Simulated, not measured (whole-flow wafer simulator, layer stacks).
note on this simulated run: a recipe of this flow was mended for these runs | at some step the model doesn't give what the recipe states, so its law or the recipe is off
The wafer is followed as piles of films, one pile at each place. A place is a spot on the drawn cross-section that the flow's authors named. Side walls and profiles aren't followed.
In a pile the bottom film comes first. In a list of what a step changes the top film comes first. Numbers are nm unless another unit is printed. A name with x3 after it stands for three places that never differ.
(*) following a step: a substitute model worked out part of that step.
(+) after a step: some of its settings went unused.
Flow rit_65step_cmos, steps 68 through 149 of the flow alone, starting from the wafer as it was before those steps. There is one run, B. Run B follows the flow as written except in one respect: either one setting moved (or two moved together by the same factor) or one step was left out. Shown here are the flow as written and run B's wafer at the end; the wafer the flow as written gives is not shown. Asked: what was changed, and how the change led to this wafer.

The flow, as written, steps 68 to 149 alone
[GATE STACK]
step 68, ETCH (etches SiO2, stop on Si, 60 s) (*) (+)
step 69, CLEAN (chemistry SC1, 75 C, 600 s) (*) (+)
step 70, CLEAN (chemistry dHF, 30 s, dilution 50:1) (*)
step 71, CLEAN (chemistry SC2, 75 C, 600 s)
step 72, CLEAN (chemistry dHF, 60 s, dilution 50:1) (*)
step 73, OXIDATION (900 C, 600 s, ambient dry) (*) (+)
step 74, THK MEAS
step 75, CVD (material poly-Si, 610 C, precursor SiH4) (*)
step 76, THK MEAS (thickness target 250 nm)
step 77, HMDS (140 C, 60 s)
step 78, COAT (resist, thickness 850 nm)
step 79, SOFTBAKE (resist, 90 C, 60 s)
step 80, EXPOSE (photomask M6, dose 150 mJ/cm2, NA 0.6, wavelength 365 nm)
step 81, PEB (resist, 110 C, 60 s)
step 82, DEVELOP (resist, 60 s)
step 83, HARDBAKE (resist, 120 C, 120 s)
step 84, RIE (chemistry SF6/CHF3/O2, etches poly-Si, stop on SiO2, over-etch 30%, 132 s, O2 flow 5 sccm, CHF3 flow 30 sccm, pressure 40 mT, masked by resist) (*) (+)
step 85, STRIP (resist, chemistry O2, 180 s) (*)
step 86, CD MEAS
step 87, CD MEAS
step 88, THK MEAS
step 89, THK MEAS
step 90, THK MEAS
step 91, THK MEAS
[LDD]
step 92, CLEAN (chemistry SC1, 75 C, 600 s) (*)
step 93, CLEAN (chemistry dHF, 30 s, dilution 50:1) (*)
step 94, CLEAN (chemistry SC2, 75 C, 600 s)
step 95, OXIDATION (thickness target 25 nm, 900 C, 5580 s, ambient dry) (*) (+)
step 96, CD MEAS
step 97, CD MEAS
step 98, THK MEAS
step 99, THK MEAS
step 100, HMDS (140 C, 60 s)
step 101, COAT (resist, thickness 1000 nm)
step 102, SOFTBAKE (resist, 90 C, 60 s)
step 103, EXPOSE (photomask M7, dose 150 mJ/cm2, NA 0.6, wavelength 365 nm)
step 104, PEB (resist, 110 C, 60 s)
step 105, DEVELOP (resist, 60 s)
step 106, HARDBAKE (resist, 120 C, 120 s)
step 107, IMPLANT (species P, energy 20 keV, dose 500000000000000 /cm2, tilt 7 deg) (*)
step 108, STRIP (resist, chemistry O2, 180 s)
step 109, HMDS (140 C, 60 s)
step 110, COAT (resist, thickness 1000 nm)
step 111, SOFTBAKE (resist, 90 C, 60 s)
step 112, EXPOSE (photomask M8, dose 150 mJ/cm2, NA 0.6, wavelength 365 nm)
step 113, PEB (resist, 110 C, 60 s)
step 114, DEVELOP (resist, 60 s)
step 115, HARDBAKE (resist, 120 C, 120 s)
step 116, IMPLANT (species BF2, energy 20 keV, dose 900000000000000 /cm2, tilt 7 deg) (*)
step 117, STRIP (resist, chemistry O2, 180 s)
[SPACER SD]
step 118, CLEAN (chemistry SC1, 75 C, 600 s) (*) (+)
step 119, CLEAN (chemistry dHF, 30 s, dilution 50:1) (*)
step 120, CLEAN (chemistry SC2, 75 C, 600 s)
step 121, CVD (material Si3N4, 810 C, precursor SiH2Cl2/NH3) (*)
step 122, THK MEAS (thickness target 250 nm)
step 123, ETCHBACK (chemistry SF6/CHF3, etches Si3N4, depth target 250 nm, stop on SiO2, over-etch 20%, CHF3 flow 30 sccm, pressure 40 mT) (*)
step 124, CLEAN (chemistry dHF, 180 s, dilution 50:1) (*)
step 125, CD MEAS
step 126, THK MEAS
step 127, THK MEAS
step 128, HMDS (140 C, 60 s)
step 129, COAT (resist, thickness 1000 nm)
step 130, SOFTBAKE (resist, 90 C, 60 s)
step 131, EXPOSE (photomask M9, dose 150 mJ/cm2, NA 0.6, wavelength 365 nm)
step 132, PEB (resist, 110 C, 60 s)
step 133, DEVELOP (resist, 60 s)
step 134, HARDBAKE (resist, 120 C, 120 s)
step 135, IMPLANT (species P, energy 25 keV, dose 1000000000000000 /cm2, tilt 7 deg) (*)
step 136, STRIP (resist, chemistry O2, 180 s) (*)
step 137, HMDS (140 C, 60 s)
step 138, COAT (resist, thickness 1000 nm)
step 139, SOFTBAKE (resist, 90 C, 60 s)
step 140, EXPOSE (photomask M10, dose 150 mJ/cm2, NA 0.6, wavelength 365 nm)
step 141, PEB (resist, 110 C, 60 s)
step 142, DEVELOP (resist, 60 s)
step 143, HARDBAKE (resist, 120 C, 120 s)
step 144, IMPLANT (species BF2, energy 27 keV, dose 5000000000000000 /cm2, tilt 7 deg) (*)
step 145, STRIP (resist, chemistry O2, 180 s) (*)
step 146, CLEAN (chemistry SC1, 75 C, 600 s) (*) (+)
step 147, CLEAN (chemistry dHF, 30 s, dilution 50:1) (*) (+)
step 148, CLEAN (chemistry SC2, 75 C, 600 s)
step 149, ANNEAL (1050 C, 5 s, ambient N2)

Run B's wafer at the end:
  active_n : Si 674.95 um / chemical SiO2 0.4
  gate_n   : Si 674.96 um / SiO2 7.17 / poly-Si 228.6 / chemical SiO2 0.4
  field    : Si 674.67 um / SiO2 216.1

Cause: step 68, ETCH: 53 s was run, whereas the flow has 60 s.

How this came from the change, step by step:
  step 68, ETCH (etches SiO2, stop on Si, 60 s) (*) (+)
      field, field_pw, field_nw, field_p: SiO2 loses 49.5 (as written it would have been: SiO2 loses 56)
